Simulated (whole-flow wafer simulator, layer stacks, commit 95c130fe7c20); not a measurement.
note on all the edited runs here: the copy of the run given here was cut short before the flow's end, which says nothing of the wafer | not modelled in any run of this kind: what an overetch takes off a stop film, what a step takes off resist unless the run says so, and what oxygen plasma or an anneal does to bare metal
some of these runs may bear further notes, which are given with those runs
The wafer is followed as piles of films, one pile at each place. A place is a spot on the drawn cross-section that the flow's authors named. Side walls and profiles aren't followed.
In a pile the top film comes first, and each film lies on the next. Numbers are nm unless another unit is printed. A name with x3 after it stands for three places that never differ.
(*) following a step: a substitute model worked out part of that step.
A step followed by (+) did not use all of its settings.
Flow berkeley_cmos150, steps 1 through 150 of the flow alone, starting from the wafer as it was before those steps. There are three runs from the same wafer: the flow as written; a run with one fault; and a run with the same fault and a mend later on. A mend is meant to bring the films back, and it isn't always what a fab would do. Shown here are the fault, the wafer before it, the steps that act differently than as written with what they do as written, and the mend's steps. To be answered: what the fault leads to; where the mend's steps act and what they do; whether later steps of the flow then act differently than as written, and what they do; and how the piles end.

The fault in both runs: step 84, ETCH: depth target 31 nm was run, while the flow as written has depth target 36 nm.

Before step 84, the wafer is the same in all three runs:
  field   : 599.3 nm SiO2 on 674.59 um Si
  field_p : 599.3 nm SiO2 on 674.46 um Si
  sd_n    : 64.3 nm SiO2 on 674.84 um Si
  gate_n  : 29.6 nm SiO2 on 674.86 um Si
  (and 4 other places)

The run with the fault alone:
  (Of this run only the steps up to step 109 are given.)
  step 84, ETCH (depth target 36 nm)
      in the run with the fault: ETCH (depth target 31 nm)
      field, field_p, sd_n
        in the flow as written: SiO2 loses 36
        in the run with the fault: SiO2 loses 31
  Later steps of the flow acting differently than as written (10 more steps, not shown, differ only slightly: by at most 2% or 0.5 nm, whichever is larger):
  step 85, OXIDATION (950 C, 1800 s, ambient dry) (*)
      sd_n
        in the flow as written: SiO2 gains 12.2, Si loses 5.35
        in the run with the fault: SiO2 gains 9.6, Si loses 4.23
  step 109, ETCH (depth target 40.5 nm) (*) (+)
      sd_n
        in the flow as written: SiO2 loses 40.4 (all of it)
        in the run with the fault: SiO2 loses 40.5
  The piles after step 109 differ from the flow's at sd_n by more than 2% or 0.5 nm, whichever is larger.
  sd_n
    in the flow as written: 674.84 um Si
    in the run with the fault: 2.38 nm SiO2 on 674.84 um Si

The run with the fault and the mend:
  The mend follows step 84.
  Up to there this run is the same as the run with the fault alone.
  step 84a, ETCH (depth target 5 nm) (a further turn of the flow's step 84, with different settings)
      field, field_p, sd_n
        SiO2 loses 5
  Later steps of the flow that are run all act as written at every place that is followed.
  At every place that both follow, the piles at the end match the flow's.
